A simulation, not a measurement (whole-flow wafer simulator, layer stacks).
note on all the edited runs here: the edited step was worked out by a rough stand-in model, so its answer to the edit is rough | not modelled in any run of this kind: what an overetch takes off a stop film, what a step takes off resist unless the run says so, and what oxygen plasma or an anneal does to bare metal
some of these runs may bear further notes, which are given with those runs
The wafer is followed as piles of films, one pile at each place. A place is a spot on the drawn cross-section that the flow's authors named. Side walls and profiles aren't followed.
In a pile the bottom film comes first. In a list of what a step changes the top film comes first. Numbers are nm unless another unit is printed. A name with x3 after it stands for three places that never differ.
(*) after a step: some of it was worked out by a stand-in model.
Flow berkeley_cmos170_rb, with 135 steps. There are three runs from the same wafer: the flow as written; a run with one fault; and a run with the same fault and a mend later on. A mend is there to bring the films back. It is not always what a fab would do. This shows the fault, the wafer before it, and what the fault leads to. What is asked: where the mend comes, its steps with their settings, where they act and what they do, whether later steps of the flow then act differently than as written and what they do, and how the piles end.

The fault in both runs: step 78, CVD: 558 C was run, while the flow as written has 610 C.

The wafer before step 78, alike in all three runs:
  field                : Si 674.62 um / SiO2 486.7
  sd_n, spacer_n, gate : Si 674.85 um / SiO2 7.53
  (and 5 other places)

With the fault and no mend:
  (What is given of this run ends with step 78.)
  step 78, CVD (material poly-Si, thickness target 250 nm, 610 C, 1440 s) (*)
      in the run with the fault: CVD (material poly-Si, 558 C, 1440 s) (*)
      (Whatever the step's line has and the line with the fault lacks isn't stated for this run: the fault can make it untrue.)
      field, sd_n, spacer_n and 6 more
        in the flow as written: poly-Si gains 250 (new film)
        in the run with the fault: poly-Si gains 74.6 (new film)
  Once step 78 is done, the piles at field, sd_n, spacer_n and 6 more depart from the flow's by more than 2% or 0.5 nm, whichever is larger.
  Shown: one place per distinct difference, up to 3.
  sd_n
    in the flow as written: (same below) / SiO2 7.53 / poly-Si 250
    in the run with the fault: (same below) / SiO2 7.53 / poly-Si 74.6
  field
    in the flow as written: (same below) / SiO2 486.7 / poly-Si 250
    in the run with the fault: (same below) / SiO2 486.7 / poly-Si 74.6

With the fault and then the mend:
  The mend follows step 78.
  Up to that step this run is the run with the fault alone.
  step 78a, ETCH (chemistry tmah, depth target 85.77 nm)
      field, sd_n, spacer_n and 6 more
        poly-Si loses 74.6 (all of it)
  step 78b, CLEAN (*) (a further turn of the flow's step 74)
      leaves every film unchanged at each place that is followed
  step 78c, CVD (material poly-Si, thickness target 250 nm, 610 C, 1440 s) (*) (a further turn of the flow's step 78)
      field, sd_n, spacer_n and 6 more
        poly-Si gains 250 (new film)
  Every later step of the flow that is run acts as written at every place that is followed.
  By the end, the piles equal the flow's at every place that both follow.
